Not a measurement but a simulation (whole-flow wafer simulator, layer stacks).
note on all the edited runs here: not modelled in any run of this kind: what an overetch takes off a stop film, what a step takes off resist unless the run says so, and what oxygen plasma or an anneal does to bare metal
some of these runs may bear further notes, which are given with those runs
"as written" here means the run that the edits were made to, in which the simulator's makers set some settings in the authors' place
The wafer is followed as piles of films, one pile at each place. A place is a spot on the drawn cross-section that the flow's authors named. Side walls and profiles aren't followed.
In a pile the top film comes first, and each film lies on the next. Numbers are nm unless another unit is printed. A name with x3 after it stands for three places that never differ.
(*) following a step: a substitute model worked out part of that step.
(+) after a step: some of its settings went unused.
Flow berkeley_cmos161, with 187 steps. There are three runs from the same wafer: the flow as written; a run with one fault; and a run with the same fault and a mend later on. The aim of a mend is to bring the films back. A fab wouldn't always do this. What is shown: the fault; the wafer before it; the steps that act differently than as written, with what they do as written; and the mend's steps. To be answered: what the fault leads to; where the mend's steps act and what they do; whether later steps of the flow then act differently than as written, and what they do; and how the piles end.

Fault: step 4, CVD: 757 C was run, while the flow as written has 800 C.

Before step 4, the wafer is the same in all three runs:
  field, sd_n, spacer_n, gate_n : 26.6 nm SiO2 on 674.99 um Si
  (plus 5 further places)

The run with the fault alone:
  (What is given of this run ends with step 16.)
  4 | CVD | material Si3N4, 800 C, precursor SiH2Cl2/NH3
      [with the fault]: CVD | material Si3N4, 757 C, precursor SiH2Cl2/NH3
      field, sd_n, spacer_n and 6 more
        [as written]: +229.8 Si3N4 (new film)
        [with the fault]: +131.5 Si3N4 (new film)
  Later steps of the flow acting differently than as written (not shown: 1 more step that differs only slightly, by at most 2% or 0.5 nm, whichever is larger):
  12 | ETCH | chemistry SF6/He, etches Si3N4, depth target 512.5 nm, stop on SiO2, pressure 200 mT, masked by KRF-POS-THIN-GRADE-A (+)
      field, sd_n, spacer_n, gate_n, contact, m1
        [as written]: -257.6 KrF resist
        [with the fault]: -150.8 KrF resist
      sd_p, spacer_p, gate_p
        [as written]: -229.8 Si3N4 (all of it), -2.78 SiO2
        [with the fault]: -131.5 Si3N4 (all of it), -2.78 SiO2
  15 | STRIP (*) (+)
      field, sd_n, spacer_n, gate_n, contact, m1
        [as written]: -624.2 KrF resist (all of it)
        [with the fault]: -730.9 KrF resist (all of it)
  After step 16, at field, sd_n, spacer_n, gate_n, contact, m1, the piles differ from the flow's by more than 2% or 0.5 nm, whichever is larger.
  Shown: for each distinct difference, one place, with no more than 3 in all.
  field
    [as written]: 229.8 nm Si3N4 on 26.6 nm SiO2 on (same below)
    [with the fault]: 131.5 nm Si3N4 on 26.6 nm SiO2 on (same below)

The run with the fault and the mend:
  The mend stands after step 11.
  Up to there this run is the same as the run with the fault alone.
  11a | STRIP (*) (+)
      field, sd_n, spacer_n, gate_n, contact, m1
        -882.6 KrF resist (all of it)
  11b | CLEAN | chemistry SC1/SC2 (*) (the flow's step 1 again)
      does not change any film at any place that is followed
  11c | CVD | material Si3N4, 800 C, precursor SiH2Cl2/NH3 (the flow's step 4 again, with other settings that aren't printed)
      field, sd_n, spacer_n and 6 more
        +98.2 Si3N4
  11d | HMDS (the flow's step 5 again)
      does not change any film at any place that is followed
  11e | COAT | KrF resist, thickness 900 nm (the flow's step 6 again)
      field, sd_n, spacer_n and 6 more
        +900 KrF resist (new film)
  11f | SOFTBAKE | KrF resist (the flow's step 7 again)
      does not change any film at any place that is followed
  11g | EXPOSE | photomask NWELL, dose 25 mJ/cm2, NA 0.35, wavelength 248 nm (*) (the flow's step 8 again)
      does not change any film at any place that is followed
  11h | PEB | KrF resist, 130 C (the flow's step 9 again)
      field, sd_n, spacer_n and 6 more
        -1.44 KrF resist
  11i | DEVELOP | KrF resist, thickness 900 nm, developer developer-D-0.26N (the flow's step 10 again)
      field, sd_n, spacer_n, gate_n, contact, m1
        -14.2 KrF resist
      sd_p, spacer_p, gate_p
        -898.6 KrF resist (all of it)
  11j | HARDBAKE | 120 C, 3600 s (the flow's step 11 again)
      field, sd_n, spacer_n, gate_n, contact, m1
        -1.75 KrF resist
  Later steps of the flow that are run all act as written at every place that is followed, up to a difference of at most 2% or 0.5 nm, whichever is larger.
  At every place that both follow, the piles at the end match the flow's.
